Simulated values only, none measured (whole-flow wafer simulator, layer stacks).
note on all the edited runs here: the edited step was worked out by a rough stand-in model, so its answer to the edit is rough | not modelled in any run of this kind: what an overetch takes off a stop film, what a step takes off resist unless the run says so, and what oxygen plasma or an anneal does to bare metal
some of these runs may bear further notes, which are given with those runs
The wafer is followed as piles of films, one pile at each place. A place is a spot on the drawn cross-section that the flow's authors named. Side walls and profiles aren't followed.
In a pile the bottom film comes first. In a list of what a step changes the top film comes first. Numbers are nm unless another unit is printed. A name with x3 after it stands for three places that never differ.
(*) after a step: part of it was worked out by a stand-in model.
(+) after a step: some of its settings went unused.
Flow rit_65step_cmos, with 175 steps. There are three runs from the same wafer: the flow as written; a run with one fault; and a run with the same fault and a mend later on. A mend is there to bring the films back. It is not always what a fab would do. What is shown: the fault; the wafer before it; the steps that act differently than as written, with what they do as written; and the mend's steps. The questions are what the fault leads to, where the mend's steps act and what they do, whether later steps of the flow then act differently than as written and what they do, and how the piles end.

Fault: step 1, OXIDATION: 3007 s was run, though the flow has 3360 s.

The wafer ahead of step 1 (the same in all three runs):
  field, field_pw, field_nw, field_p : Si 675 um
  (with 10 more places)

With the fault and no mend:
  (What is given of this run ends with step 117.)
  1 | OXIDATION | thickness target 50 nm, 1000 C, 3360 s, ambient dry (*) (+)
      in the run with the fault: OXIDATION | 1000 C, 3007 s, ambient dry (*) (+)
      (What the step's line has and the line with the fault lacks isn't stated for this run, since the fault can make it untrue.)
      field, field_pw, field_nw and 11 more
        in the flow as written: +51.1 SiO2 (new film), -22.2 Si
        in the run with the fault: +48 SiO2 (new film), -20.8 Si
  Steps later in the flow that act otherwise than as written (36 more steps, not shown, differ only slightly: by at most 2% or 0.5 nm, whichever is larger):
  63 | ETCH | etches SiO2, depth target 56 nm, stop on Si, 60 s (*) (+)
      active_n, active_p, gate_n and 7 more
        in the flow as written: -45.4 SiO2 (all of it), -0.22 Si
        in the run with the fault: -42.3 SiO2 (all of it), -0.28 Si
  The piles after step 117 are only slightly different from the flow's at the places that both follow, by no more than 2% or 0.5 nm, whichever is larger.

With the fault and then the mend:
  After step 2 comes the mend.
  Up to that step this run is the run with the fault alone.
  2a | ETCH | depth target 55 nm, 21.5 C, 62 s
      field, field_pw, field_nw and 11 more
        -48 SiO2 (all of it)
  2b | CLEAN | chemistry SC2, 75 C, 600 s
      field, field_pw, field_nw and 11 more
        +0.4 chemical SiO2 (new film), -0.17 Si
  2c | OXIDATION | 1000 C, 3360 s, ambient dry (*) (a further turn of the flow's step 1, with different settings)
      field, field_pw, field_nw and 11 more
        +51 SiO2 (new film), -0.4 chemical SiO2 (all of it), -22.3 Si
  Steps later in the flow that act otherwise than as written (18 more steps, not shown, differ only slightly: by at most 2% or 0.5 nm, whichever is larger):
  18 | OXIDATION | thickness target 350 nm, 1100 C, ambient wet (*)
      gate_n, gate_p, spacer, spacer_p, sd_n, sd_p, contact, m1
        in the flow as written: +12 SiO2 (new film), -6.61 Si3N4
        in the run with the mend: +12 SiO2 (new film), -6.61 Si3N4, +0.03 SiO2
  The piles end only slightly different from the flow's at the places that both follow, by no more than 2% or 0.5 nm, whichever is larger.
